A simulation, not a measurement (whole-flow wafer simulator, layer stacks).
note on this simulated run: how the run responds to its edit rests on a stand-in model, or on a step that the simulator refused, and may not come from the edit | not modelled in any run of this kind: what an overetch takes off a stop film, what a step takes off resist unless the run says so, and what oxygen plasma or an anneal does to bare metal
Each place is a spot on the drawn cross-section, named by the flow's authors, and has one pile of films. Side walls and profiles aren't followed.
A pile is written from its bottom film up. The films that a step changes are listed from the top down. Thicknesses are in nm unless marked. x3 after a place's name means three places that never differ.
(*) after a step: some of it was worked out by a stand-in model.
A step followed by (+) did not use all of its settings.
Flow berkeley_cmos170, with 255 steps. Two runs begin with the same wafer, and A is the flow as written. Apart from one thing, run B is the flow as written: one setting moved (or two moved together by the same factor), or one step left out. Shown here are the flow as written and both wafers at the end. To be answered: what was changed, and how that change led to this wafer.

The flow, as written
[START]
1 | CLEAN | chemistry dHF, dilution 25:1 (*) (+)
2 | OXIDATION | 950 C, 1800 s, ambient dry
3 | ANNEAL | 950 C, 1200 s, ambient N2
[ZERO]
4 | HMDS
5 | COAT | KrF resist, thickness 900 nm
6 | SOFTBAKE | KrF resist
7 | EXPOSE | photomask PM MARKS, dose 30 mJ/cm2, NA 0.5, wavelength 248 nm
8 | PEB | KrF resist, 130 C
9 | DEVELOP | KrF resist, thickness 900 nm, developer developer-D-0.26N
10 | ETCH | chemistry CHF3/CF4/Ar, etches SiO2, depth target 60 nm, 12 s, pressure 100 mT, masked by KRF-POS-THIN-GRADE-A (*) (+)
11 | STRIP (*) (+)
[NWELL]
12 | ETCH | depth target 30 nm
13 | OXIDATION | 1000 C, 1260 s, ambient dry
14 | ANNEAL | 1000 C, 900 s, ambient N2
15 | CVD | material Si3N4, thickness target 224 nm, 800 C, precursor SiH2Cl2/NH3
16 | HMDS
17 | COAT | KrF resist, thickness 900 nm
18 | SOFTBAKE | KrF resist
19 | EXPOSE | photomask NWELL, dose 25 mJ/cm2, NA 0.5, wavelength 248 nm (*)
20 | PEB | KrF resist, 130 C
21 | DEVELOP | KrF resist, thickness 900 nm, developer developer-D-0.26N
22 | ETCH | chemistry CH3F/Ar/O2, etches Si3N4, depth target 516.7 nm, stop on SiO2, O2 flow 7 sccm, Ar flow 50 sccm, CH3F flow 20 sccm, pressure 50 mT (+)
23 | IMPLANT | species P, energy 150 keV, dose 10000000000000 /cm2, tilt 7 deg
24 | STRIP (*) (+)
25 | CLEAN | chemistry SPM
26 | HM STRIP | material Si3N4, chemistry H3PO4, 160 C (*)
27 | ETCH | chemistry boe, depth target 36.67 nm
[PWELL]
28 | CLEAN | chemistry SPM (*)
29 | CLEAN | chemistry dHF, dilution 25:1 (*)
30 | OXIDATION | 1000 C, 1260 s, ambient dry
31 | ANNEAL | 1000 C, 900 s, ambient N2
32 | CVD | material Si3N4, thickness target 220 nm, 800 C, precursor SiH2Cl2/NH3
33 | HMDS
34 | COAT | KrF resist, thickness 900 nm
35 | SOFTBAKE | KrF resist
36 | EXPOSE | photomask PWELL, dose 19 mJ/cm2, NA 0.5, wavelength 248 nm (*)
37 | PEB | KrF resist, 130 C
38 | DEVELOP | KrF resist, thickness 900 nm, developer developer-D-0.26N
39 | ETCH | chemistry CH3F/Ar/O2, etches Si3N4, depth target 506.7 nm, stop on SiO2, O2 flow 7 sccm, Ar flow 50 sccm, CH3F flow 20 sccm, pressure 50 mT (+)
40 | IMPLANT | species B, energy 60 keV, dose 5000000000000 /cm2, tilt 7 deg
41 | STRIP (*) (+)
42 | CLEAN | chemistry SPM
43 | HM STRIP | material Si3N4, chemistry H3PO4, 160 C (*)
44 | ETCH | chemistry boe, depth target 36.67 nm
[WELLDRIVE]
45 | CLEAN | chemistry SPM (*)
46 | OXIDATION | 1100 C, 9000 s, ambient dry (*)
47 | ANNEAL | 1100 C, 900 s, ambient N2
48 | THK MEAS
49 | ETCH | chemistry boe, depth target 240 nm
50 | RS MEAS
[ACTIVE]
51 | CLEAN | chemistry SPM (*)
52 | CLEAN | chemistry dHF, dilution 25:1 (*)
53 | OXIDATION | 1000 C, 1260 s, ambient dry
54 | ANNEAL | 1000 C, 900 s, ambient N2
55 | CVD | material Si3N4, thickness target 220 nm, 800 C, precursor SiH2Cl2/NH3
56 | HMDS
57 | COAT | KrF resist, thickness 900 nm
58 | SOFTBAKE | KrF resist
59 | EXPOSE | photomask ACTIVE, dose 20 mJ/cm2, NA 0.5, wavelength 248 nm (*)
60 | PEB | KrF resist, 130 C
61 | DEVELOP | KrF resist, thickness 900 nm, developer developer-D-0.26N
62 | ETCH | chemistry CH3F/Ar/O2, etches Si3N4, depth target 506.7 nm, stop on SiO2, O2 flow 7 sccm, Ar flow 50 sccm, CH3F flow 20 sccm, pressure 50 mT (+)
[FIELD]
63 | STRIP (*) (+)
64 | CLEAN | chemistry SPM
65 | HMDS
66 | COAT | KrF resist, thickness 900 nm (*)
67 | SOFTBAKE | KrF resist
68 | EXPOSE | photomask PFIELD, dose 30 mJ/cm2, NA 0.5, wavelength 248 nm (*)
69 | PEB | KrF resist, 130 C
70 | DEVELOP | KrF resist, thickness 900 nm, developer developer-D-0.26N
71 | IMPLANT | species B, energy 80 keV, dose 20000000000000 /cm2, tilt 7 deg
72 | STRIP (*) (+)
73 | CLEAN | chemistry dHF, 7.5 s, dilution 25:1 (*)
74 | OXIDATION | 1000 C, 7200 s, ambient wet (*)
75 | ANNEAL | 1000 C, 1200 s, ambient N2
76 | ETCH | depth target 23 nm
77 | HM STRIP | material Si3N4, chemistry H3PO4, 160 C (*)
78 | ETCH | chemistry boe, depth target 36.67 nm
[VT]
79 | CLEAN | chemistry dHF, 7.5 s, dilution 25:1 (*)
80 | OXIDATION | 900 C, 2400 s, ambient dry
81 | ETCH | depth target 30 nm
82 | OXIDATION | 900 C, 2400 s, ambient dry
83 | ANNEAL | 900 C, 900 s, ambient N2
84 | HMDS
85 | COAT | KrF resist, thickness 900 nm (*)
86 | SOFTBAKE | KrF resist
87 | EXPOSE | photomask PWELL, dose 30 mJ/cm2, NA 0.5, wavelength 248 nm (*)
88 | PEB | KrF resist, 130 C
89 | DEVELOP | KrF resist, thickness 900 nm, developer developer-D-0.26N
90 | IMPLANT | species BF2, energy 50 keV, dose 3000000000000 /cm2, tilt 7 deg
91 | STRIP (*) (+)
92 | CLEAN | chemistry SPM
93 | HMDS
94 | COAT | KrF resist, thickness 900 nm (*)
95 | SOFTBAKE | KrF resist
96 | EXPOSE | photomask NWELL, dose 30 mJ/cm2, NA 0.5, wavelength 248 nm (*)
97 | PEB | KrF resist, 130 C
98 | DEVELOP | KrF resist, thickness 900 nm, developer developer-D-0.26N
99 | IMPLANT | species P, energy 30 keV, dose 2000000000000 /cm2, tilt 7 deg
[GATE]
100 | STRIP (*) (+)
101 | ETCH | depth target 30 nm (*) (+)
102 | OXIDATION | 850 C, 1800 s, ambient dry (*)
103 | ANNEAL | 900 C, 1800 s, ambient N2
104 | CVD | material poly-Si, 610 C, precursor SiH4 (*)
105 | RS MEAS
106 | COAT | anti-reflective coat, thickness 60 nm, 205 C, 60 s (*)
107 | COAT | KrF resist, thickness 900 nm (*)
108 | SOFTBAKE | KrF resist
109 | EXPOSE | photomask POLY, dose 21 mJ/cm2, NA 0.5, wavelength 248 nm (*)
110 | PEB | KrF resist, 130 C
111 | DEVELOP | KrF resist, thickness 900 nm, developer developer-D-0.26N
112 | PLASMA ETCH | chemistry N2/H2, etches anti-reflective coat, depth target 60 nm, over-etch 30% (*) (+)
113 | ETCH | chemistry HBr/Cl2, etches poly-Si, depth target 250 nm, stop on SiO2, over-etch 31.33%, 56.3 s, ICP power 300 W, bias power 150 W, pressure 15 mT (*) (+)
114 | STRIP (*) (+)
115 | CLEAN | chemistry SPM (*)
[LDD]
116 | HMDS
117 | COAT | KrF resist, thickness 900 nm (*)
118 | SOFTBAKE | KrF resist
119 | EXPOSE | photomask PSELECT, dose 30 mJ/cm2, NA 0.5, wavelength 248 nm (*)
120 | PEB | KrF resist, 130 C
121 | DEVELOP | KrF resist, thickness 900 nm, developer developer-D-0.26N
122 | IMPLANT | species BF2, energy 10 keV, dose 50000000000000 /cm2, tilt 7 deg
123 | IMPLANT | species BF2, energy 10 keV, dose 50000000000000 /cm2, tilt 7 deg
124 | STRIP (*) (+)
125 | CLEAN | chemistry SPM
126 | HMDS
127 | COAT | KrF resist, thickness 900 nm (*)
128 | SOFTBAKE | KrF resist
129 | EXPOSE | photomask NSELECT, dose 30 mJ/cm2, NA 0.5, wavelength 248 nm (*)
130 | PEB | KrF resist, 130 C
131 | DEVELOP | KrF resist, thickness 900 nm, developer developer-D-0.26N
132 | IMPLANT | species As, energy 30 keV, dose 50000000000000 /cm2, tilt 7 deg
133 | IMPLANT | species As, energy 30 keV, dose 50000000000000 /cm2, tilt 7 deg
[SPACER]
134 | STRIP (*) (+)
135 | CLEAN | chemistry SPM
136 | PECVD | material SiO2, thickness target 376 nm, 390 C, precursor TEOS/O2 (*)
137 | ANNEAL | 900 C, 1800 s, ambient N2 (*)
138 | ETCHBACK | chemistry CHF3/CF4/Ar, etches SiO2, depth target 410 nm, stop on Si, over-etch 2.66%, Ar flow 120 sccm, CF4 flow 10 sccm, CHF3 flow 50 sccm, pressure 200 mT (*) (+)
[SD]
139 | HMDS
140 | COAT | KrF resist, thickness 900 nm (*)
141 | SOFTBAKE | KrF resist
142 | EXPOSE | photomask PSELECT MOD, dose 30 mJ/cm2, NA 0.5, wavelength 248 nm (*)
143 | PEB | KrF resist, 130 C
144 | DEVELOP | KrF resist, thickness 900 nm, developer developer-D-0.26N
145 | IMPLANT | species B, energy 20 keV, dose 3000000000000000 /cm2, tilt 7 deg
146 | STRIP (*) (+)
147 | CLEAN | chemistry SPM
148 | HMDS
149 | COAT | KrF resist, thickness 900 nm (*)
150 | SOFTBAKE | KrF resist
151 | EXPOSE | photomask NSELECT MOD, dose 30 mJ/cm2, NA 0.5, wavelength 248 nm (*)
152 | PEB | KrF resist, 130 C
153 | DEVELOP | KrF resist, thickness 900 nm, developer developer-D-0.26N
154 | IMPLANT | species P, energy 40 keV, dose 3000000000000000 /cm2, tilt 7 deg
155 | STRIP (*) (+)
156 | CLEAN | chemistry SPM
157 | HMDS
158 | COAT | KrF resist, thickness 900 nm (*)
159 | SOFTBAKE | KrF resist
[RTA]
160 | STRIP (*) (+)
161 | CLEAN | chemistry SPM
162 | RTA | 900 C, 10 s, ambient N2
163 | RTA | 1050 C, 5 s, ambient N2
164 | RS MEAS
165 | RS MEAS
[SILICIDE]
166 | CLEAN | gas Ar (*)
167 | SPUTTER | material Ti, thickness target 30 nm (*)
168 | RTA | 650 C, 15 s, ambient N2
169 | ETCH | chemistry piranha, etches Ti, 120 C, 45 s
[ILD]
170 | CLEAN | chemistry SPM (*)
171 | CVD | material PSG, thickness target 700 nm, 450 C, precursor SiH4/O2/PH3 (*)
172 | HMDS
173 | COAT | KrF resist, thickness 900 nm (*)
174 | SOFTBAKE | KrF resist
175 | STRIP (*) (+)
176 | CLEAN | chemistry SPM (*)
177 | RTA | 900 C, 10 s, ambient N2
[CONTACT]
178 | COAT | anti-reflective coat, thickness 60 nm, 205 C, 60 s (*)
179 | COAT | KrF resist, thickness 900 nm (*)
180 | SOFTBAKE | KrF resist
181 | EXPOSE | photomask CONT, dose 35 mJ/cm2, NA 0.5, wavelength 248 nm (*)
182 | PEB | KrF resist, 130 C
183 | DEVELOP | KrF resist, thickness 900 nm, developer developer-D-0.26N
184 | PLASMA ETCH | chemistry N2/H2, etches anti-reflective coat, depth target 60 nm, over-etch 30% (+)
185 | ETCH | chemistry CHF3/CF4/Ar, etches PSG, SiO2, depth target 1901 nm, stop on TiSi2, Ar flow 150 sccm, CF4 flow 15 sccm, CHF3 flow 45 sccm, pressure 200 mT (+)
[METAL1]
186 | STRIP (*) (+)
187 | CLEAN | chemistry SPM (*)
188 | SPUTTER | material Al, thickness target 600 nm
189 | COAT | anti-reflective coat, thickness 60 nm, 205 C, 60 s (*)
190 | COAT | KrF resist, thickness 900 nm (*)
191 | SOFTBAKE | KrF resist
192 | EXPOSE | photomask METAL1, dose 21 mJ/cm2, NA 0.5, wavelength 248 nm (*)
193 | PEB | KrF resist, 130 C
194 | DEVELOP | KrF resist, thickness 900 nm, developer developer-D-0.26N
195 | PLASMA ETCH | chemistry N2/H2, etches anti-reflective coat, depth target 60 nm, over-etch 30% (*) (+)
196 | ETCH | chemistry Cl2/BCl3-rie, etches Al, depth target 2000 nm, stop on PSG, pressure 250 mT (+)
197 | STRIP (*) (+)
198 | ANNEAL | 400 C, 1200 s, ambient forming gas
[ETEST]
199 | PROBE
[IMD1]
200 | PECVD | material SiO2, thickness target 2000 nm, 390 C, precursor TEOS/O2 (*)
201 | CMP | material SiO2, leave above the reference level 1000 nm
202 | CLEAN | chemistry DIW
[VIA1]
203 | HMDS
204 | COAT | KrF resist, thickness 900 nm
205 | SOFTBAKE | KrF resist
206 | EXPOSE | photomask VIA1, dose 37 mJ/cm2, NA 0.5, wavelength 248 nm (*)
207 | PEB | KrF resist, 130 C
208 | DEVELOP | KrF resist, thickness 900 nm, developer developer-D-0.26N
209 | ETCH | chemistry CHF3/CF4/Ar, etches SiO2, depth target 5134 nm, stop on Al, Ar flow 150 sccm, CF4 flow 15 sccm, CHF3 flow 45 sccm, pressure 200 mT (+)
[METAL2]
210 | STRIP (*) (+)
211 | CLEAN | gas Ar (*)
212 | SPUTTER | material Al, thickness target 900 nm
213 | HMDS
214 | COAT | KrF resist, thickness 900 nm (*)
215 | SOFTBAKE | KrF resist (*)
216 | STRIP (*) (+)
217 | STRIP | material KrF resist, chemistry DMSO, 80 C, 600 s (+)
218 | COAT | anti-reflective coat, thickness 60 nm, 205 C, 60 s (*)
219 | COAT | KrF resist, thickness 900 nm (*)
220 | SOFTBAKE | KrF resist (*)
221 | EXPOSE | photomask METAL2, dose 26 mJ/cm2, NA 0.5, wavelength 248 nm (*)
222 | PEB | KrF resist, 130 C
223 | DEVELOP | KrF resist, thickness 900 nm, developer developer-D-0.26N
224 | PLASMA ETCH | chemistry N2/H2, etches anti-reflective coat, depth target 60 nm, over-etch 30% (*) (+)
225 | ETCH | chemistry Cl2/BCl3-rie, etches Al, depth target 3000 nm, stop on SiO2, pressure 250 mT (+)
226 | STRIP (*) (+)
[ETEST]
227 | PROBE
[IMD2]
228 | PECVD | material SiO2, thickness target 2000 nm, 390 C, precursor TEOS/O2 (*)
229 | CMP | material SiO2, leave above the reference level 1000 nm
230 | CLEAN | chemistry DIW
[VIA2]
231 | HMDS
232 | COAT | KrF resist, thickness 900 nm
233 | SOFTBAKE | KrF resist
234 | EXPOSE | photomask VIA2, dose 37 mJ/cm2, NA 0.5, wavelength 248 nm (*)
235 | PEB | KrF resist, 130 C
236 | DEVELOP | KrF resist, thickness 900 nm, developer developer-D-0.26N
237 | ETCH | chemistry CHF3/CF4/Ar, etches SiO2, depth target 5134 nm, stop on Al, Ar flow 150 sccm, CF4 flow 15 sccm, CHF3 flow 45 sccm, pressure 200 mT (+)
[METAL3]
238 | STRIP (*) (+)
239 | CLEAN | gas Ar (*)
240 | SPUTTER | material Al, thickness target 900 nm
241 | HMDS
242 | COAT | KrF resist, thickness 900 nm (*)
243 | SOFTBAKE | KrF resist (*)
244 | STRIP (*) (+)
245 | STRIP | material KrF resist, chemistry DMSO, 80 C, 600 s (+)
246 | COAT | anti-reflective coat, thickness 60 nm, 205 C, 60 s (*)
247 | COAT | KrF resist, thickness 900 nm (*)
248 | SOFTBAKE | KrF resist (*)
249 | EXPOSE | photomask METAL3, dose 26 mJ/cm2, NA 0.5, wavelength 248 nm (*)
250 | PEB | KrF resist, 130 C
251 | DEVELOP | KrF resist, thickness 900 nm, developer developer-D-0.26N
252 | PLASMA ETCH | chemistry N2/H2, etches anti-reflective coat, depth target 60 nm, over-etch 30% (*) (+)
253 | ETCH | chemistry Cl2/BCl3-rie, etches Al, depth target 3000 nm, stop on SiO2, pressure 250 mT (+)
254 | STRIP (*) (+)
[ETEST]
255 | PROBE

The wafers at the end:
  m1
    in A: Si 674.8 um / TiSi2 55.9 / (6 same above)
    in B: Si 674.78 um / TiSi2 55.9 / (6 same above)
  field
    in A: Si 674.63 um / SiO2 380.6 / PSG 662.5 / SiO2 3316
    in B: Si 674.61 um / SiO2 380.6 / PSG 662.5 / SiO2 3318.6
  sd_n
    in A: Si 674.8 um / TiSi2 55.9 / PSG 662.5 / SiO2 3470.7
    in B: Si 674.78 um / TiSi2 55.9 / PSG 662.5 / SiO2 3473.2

What caused this: step 2, OXIDATION: 1140 C was run, while the flow as written has 950 C.

Step by step, how the change led to this:
  2 | OXIDATION | 950 C, 1800 s, ambient dry
      field, sd_n, spacer_n and 9 more: A SiO2 gains 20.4 (new film), Si loses 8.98 | B SiO2 gains 93.2 (new film), Si loses 41
  12 | ETCH | depth target 30 nm
      field, sd_n, spacer_n and 9 more: A SiO2 loses 20.4 (all of it) | B SiO2 loses 30
  13 | OXIDATION | 1000 C, 1260 s, ambient dry
      field, sd_n, spacer_n and 9 more: A SiO2 gains 26.6 (new film), Si loses 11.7 | B SiO2 gains 9.8, Si loses 4.31
  27 | ETCH | chemistry boe, depth target 36.67 nm
      field, sd_n, spacer_n and 6 more: A SiO2 loses 24.5 (all of it) | B SiO2 loses 36.7
      sd_p, spacer_p, gate_p: A SiO2 loses 13.5 (all of it) | B SiO2 loses 36.7
  28 | CLEAN | chemistry SPM (*)
      field, sd_n, spacer_n and 9 more: A chemical SiO2 gains 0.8 (new film), Si loses 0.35 | B nothing
  29 | CLEAN | chemistry dHF, dilution 25:1 (*)
      field, sd_n, spacer_n and 9 more: A chemical SiO2 loses 0.8 (all of it) | B nothing
  30 | OXIDATION | 1000 C, 1260 s, ambient dry
      field, sd_n, spacer_n and 6 more: A SiO2 gains 26.6 (new film), Si loses 11.7 | B SiO2 gains 11.7, Si loses 5.13
      sd_p, spacer_p, gate_p: A SiO2 gains 26.6 (new film), Si loses 11.7 | B SiO2 gains 13.3, Si loses 5.85
  44 | ETCH | chemistry boe, depth target 36.67 nm
      m1, via1, m2, via2: A SiO2 loses 24.5 (all of it) | B SiO2 loses 36.7
      field, sd_n, spacer_n, gate_n, contact: A SiO2 loses 13.7 (all of it) | B SiO2 loses 33 (all of it)
      (and at 3 other places as well)
  45 | CLEAN | chemistry SPM (*)
      m1, via1, m2, via2: A chemical SiO2 gains 0.8 (new film), Si loses 0.35 | B nothing
  46 | OXIDATION | 1100 C, 9000 s, ambient dry (*)
      m1, via1, m2, via2: A SiO2 gains 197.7 (new film), chemical SiO2 loses 0.8 (all of it), Si loses 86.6 | B SiO2 gains 191.8, Si loses 84.4
  201 | CMP | material SiO2, leave above the reference level 1000 nm
      contact: A SiO2 loses 61.1 | B SiO2 loses 58.6
